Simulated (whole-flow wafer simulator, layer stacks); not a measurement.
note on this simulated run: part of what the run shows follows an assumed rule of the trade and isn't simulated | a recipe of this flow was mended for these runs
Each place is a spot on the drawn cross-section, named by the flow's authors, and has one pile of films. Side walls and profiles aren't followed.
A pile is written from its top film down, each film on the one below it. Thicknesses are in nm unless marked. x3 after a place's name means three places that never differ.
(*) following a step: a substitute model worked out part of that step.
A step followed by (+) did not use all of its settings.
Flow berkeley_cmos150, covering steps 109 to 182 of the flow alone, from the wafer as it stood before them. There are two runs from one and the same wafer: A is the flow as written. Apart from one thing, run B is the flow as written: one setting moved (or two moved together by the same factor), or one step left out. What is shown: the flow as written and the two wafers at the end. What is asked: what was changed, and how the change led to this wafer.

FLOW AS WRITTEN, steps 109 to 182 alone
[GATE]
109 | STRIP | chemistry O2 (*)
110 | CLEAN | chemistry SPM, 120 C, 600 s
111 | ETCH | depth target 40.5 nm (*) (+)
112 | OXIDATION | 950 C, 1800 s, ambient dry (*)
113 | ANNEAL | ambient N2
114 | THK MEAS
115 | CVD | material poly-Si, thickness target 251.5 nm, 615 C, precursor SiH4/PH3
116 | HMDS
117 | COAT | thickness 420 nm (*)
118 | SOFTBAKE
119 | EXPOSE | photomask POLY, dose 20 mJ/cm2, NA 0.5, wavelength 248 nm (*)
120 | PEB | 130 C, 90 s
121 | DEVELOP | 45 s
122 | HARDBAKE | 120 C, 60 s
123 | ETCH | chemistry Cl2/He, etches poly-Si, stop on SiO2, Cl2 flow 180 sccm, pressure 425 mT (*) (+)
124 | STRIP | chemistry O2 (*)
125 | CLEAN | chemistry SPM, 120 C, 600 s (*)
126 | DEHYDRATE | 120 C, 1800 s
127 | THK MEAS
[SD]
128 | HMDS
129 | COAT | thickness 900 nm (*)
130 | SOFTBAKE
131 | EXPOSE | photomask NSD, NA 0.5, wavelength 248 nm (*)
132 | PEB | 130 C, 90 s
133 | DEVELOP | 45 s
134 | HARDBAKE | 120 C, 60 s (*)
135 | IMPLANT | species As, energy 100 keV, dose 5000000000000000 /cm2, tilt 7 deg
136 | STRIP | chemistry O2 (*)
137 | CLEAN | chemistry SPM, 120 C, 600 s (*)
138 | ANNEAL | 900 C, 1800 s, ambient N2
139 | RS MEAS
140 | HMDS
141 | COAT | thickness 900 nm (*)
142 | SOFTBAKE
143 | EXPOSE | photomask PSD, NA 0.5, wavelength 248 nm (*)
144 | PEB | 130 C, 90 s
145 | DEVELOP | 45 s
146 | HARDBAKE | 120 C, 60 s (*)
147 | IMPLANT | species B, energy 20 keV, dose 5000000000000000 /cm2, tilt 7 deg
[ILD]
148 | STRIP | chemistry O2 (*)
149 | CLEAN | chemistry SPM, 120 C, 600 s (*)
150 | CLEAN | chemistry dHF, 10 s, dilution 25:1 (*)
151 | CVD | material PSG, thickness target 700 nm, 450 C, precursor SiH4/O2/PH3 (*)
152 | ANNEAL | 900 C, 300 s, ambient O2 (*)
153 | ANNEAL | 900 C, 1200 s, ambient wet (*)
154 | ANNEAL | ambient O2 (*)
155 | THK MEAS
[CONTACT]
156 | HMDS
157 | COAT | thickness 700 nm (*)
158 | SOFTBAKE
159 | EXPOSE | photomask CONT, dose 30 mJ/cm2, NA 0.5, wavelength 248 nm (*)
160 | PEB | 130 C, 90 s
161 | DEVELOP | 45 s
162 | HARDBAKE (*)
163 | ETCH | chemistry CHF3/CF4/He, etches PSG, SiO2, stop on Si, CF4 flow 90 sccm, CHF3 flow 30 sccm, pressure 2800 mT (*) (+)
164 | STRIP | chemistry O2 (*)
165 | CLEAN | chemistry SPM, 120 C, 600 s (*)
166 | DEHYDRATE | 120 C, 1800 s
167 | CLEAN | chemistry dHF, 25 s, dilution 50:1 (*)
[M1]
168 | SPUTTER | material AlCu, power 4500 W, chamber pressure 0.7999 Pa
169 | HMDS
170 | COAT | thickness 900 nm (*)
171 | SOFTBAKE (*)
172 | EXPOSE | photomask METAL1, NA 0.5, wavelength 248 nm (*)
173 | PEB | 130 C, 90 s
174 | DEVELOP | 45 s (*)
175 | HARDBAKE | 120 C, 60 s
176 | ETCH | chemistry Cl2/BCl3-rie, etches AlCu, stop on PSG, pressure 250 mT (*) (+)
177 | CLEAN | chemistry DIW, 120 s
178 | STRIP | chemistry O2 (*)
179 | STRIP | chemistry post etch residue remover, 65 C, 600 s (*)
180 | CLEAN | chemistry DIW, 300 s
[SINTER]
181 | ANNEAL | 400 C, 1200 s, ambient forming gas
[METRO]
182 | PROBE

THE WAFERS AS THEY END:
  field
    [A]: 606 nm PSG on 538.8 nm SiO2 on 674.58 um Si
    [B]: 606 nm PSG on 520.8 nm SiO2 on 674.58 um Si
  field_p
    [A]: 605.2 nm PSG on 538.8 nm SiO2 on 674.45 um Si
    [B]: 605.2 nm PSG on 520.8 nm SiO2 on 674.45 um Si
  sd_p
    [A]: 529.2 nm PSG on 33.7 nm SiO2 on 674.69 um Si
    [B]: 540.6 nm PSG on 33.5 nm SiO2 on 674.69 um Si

What caused this: step 111, ETCH: depth target 58.73 nm was run, while the flow as written has depth target 40.5 nm.

The path from the change to this, step by step:
  111 | ETCH | depth target 40.5 nm (*) (+)
      field, field_p: A SiO2 loses 40.5 | B SiO2 loses 58.7
  124 | STRIP | chemistry O2 (*)
      gate_n: A chemical SiO2 gains 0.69 (new film), KrF-resist loses 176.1 (all of it), poly-Si loses 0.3 | B chemical SiO2 gains 0.69 (new film), KrF-resist loses 172.2 (all of it), poly-Si loses 0.3
      gate_p: A chemical SiO2 gains 0.69 (new film), KrF-resist loses 213.2 (all of it), poly-Si loses 0.3 | B chemical SiO2 gains 0.69 (new film), KrF-resist loses 208.2 (all of it), poly-Si loses 0.3
  157 | COAT | thickness 700 nm (*)
      sd_p: A KrF-resist gains 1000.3 (new film) | B KrF-resist gains 979.7 (new film)
  164 | STRIP | chemistry O2 (*)
      sd_n: A KrF-resist loses 535.7 (all of it) | B KrF-resist loses 524.5 (all of it)
      gate_n: A KrF-resist loses 331.2 (all of it) | B KrF-resist loses 323.9 (all of it)
      (and at 2 other places as well)
  168 | SPUTTER | material AlCu, power 4500 W, chamber pressure 0.7999 Pa
      sd_p: A AlCu gains 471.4 (new film) | B AlCu gains 486.5 (new film)
  170 | COAT | thickness 900 nm (*)
      sd_p: A thick-KrF-resist gains 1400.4 (new film) | B thick-KrF-resist gains 1365.2 (new film)
  174 | DEVELOP | 45 s (*)
      sd_p: A thick-KrF-resist loses 1396.9 (all of it), AlCu loses 10 | B thick-KrF-resist loses 1361.8 (all of it), AlCu loses 10
  176 | ETCH | chemistry Cl2/BCl3-rie, etches AlCu, stop on PSG, pressure 250 mT (*) (+)
      sd_p: A AlCu loses 461.4 (all of it), PSG loses 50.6 | B AlCu loses 476.5 (all of it), PSG loses 48.7
  178 | STRIP | chemistry O2 (*)
      m1: A thick-KrF-resist loses 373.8 (all of it) | B thick-KrF-resist loses 364.9 (all of it)
